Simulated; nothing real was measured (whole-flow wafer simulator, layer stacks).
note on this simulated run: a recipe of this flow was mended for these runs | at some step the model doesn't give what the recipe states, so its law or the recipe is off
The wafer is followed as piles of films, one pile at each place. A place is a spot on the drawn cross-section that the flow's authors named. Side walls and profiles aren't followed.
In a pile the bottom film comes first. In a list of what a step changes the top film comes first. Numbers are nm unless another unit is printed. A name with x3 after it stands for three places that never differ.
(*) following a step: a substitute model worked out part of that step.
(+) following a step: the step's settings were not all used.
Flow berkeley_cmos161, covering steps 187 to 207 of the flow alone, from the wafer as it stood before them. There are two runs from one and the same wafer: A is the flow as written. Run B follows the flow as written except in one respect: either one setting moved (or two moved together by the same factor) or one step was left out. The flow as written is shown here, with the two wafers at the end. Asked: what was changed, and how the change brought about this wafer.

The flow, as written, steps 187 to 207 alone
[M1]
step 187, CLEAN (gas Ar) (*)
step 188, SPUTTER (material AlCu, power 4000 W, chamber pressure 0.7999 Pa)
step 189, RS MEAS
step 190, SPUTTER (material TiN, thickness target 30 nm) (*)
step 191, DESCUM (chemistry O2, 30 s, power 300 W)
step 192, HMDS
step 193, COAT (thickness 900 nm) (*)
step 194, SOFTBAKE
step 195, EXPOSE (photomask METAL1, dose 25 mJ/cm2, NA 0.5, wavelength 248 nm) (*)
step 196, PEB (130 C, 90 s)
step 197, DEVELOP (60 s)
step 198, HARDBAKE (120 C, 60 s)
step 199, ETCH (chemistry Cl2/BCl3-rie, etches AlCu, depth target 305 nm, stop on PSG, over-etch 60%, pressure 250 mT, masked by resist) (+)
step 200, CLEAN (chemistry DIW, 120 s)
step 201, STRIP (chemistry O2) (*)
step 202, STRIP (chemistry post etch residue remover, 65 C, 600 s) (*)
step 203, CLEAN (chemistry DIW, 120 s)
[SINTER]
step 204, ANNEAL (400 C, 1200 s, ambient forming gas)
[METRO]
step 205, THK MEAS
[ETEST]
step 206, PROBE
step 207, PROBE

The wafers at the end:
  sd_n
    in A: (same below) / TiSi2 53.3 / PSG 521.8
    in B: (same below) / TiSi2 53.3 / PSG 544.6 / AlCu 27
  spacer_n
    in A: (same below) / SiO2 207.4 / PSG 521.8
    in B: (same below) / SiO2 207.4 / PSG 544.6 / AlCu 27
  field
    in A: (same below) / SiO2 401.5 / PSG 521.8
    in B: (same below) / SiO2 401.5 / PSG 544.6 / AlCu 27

Cause: step 188, SPUTTER: chamber pressure 0.518 Pa was run, whereas the flow has chamber pressure 0.7999 Pa; step 199, ETCH: depth target 198 nm was run, where the flow has depth target 305 nm.

How this came from the change, step by step:
  step 188, SPUTTER (material AlCu, power 4000 W, chamber pressure 0.7999 Pa)
      field, sd_n, spacer_n, gate_n, spacer_p, gate_p, m1: A AlCu gains 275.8 (new film) | B AlCu gains 315.7 (new film)
      sd_p: A AlCu gains 235.4 (new film) | B AlCu gains 268.4 (new film)
      (as well as at 1 more place)
  step 199, ETCH (chemistry Cl2/BCl3-rie, etches AlCu, depth target 305 nm, stop on PSG, over-etch 60%, pressure 250 mT, masked by resist) (+)
      field, sd_n, spacer_n, gate_n, spacer_p, gate_p: A TiN loses 30 (all of it), AlCu loses 275.8 (all of it), PSG loses 22.8 | B TiN loses 30 (all of it), AlCu loses 286.8
      contact, m1: A KrF-resist loses 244 | B KrF-resist loses 158.4
      (as well as at 1 more place)
  step 201, STRIP (chemistry O2) (*)
      contact: A KrF-resist loses 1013 (all of it) | B KrF-resist loses 1111 (all of it)
      m1: A KrF-resist loses 537.5 (all of it) | B KrF-resist loses 622.8 (all of it)
  step 202, STRIP (chemistry post etch residue remover, 65 C, 600 s) (*)
      field, sd_n, spacer_n, gate_n, spacer_p, gate_p: A nothing | B AlCu loses 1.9
If metal films that touch count as one body, sd_n has 1 body; the flow as written gives 0 bodies.
If metal films that touch count as one body, spacer_n has 1 body; the flow as written gives 0 bodies.
If metal films that touch count as one body, field has 1 body; the flow as written gives 0 bodies.
